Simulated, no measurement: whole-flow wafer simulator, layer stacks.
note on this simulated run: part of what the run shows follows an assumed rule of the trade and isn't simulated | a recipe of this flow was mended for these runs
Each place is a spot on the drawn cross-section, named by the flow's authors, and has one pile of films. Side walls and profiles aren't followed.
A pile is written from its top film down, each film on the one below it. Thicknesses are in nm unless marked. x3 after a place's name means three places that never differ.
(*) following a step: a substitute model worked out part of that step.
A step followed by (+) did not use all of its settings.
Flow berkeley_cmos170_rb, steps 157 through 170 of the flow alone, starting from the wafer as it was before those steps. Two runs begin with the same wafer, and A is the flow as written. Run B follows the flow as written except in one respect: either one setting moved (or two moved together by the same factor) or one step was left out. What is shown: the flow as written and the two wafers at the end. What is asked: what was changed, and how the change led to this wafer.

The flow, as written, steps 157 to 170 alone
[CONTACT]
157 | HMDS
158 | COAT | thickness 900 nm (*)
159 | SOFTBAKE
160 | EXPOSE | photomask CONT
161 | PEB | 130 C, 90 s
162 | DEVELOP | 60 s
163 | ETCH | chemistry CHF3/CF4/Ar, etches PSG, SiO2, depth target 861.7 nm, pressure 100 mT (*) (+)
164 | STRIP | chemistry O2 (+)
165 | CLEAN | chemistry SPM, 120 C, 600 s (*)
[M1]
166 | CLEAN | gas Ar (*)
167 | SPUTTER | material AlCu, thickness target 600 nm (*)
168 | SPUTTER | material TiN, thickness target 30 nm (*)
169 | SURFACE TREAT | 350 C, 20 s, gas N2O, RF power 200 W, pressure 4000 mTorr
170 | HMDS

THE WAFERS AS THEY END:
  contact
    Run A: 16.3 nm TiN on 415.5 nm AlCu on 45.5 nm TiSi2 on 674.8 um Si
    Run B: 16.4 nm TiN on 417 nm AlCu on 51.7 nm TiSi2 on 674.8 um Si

What caused this: step 163, ETCH: depth target 737.6 nm was run, whereas the flow has depth target 861.7 nm.

The path from the change to this, step by step:
  163 | ETCH | chemistry CHF3/CF4/Ar, etches PSG, SiO2, depth target 861.7 nm, pressure 100 mT (*) (+)
      field, sd_n, spacer_n, gate, sd_p, spacer_p, gate_p, m1: A -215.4 KrF-resist | B -184.4 KrF-resist
      contact: A -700 PSG (all of it), -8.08 TiSi2 | B -700 PSG (all of it), -1.88 TiSi2
  164 | STRIP | chemistry O2 (+)
      field: A -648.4 KrF-resist (all of it) | B -679.4 KrF-resist (all of it)
      sd_n: A -772.5 KrF-resist (all of it) | B -803.5 KrF-resist (all of it)
      (and at 6 other places as well)
